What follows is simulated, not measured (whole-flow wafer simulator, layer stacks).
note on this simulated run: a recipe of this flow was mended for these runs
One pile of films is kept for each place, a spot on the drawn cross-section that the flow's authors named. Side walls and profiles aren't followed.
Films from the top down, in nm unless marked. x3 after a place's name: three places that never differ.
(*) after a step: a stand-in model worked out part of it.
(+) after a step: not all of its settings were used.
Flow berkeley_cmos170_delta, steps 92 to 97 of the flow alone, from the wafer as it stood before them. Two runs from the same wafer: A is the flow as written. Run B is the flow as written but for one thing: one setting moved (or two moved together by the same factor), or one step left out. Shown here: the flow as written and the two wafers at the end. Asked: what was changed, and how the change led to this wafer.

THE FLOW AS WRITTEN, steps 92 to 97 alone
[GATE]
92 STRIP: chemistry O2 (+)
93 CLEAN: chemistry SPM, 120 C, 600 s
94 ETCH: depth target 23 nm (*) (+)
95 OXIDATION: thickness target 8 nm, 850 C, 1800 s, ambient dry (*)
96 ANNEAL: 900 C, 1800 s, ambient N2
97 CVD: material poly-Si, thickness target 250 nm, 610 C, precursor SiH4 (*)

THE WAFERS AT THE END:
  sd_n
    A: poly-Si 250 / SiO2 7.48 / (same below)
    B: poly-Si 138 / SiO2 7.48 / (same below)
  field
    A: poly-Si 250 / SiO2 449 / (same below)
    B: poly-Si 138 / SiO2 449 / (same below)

The cause: step 97, CVD: thickness target 138 nm was run, where the flow has thickness target 250 nm.
It can be read off the wafer: sd_n has poly-Si 138, and step 97 as written asks for 250 nm.

How the change led to this, step by step:
  97 CVD: material poly-Si, thickness target 250 nm, 610 C, precursor SiH4 (*)
      field, sd_n, spacer_n, gate, sd_p, spacer_p x2, contact, m1: A poly-Si +250 (new film) | B poly-Si +138 (new film)
